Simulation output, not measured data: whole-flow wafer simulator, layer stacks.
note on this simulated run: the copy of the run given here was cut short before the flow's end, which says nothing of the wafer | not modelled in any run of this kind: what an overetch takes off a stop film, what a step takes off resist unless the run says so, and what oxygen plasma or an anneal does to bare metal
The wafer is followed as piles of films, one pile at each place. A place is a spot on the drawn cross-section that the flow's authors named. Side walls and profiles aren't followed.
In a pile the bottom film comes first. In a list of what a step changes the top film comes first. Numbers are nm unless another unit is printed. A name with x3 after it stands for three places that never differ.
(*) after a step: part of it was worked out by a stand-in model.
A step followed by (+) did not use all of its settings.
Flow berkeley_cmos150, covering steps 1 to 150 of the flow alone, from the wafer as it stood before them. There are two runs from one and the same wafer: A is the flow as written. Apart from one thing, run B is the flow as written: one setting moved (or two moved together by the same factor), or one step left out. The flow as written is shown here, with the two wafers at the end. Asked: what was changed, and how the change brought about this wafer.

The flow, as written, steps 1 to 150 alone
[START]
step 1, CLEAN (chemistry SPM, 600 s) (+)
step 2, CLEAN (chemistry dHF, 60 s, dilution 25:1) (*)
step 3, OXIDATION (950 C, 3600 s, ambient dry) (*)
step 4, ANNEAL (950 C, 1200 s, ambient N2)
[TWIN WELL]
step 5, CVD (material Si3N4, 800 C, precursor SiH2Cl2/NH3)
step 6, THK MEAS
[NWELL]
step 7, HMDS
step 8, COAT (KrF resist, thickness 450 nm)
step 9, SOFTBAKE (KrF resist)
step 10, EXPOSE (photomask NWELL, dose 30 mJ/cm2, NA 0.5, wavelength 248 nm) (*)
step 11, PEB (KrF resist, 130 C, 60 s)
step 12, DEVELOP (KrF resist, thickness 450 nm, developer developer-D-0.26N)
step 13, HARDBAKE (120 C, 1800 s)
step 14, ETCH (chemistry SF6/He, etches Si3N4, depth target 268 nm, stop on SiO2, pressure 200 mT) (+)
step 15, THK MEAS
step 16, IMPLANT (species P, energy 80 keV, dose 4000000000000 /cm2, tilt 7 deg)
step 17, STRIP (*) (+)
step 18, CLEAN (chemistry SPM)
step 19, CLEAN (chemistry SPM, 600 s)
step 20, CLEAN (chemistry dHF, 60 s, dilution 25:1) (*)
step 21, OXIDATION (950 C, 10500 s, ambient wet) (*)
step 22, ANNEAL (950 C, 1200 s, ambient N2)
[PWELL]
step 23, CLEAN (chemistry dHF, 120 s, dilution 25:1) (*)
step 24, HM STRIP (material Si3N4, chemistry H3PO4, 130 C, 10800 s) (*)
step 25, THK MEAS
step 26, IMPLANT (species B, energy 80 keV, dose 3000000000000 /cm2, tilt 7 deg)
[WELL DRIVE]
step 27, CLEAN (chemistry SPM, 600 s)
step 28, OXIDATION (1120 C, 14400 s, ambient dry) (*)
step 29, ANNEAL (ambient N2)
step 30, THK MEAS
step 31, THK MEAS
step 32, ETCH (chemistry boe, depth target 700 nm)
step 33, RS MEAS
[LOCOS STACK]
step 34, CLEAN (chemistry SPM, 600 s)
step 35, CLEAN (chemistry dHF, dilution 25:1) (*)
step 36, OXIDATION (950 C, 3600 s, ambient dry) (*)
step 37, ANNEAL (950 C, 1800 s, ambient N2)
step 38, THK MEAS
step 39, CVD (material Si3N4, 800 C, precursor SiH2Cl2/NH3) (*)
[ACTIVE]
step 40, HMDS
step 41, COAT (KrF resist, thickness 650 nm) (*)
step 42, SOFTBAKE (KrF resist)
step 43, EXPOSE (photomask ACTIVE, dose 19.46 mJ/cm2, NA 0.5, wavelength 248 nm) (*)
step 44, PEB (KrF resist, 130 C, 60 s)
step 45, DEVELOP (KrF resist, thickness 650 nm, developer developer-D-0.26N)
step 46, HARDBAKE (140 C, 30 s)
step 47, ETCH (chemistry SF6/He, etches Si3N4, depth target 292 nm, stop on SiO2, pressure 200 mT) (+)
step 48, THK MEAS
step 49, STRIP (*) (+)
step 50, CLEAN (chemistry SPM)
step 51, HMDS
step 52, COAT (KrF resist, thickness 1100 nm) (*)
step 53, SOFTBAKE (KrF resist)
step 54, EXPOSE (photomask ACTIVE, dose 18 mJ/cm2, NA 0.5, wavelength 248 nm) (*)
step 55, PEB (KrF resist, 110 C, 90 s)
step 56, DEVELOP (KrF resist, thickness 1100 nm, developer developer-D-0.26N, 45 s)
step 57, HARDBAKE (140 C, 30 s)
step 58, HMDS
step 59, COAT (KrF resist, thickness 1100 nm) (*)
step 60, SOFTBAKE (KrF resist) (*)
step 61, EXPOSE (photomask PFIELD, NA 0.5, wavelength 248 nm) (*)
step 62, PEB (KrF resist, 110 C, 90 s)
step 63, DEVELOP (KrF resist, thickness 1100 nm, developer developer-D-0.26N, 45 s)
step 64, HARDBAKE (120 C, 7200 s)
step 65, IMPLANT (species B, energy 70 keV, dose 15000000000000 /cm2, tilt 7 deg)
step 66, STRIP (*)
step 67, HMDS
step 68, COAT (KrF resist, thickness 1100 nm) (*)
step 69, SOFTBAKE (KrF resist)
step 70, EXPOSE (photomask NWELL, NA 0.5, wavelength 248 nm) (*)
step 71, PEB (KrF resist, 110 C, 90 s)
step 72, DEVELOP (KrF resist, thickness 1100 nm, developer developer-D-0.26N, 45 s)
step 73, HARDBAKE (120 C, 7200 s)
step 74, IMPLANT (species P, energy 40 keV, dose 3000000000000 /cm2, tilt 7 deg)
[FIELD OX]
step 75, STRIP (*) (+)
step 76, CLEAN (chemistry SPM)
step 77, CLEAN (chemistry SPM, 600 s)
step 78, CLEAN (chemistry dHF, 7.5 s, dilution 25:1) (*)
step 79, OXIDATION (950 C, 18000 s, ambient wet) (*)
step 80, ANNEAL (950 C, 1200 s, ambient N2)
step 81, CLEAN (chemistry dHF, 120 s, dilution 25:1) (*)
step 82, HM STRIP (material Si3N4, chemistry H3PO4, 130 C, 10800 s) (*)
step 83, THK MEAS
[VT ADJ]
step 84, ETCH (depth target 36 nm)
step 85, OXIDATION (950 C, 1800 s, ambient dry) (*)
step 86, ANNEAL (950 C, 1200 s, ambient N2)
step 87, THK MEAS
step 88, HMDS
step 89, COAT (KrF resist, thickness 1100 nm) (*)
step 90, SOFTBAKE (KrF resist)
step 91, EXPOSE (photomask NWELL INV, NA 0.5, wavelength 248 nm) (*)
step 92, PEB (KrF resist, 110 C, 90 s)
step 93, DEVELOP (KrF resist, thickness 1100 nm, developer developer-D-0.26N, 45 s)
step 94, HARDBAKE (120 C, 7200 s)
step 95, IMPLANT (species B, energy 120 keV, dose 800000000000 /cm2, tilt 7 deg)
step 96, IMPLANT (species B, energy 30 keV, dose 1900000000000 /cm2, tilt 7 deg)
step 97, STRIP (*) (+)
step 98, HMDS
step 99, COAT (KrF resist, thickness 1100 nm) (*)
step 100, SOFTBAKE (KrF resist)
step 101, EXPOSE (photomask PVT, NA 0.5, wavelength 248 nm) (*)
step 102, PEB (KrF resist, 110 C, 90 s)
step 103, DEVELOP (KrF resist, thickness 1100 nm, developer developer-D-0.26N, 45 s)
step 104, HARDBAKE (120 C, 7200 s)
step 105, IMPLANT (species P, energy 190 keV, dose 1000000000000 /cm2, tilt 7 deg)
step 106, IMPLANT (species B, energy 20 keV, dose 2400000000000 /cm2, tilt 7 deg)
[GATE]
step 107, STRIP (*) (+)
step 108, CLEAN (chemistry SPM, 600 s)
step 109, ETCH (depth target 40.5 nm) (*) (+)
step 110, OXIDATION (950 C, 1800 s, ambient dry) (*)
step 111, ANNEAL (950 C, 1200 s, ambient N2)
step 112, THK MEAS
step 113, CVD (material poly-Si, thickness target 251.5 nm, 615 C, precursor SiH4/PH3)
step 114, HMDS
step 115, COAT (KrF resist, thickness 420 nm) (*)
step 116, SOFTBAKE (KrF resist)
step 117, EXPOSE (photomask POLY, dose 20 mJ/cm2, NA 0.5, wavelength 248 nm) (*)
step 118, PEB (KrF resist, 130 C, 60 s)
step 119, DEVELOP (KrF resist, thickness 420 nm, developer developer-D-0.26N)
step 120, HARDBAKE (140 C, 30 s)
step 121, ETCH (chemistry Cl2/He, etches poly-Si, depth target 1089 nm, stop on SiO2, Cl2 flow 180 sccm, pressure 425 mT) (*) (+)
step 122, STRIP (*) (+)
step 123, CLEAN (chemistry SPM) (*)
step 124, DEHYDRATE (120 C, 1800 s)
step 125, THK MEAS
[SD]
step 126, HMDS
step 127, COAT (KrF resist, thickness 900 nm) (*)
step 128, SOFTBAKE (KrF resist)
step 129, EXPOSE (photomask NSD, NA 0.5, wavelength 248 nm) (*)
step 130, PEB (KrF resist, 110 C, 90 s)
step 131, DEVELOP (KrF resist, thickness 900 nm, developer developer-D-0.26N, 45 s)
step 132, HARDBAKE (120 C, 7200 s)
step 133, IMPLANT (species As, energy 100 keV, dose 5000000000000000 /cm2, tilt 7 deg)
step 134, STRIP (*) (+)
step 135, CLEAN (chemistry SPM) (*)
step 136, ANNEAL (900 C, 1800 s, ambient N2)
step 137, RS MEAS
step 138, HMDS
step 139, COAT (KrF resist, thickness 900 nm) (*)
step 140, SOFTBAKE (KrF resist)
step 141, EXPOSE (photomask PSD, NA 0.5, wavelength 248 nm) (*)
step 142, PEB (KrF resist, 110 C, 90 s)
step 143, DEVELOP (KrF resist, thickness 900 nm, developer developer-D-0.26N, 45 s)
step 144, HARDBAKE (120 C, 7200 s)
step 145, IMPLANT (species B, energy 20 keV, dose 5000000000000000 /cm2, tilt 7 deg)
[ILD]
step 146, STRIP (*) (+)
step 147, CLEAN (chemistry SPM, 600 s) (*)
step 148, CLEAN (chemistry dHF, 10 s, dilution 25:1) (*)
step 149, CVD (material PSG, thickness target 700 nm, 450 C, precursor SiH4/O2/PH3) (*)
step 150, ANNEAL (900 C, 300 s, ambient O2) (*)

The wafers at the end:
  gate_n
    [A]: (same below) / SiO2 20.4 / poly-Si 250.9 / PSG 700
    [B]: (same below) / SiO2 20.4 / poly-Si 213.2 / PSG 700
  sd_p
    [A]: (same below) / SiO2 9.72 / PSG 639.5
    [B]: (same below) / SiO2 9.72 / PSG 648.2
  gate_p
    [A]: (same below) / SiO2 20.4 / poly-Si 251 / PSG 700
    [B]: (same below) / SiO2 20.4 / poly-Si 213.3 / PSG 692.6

What caused this: step 113, CVD: thickness target 213.8 nm was run, whereas the flow has thickness target 251.5 nm.

The path from the change to this, step by step:
  step 113, CVD (material poly-Si, thickness target 251.5 nm, 615 C, precursor SiH4/PH3)
      field, field_p, sd_n, gate_n, sd_p, gate_p, contact, m1: A poly-Si gains 251.5 (new film) | B poly-Si gains 213.8 (new film)
  step 121, ETCH (chemistry Cl2/He, etches poly-Si, depth target 1089 nm, stop on SiO2, Cl2 flow 180 sccm, pressure 425 mT) (*) (+)
      field, field_p, sd_n, sd_p, contact, m1: A poly-Si loses 251.5 (all of it), SiO2 loses 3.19 | B poly-Si loses 213.8 (all of it), SiO2 loses 3.19
      gate_n, gate_p: A KrF resist loses 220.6 | B KrF resist loses 193.7
  step 122, STRIP (*) (+)
      gate_n: A chemical SiO2 gains 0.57 (new film), KrF resist loses 169.8 (all of it), poly-Si loses 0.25 | B chemical SiO2 gains 0.59 (new film), KrF resist loses 195.8 (all of it), poly-Si loses 0.26
      gate_p: A chemical SiO2 gains 0.57 (new film), KrF resist loses 206.4 (all of it), poly-Si loses 0.25 | B chemical SiO2 gains 0.59 (new film), KrF resist loses 232.1 (all of it), poly-Si loses 0.26
  step 127, COAT (KrF resist, thickness 900 nm) (*)
      gate_n: A KrF resist gains 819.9 (new film) | B KrF resist gains 845.4 (new film)
      gate_p: A KrF resist gains 888.9 (new film) | B KrF resist gains 915 (new film)
  step 131, DEVELOP (KrF resist, thickness 900 nm, developer developer-D-0.26N, 45 s)
      gate_n: A KrF resist loses 814.3 (all of it) | B KrF resist loses 839.6 (all of it)
  step 134, STRIP (*) (+)
      gate_p: A KrF resist loses 855.5 (all of it), chemical SiO2 gains 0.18 | B KrF resist loses 881 (all of it), chemical SiO2 gains 0.18
  step 139, COAT (KrF resist, thickness 900 nm) (*)
      gate_n: A KrF resist gains 819.8 (new film) | B KrF resist gains 845.2 (new film)
      gate_p: A KrF resist gains 888.9 (new film) | B KrF resist gains 914.9 (new film)
  step 143, DEVELOP (KrF resist, thickness 900 nm, developer developer-D-0.26N, 45 s)
      gate_p: A KrF resist loses 882.7 (all of it) | B KrF resist loses 908.6 (all of it)
  step 146, STRIP (*) (+)
      gate_n: A KrF resist loses 788 (all of it), chemical SiO2 gains 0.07, poly-Si loses 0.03 | B KrF resist loses 812.9 (all of it), chemical SiO2 gains 0.07, poly-Si loses 0.03
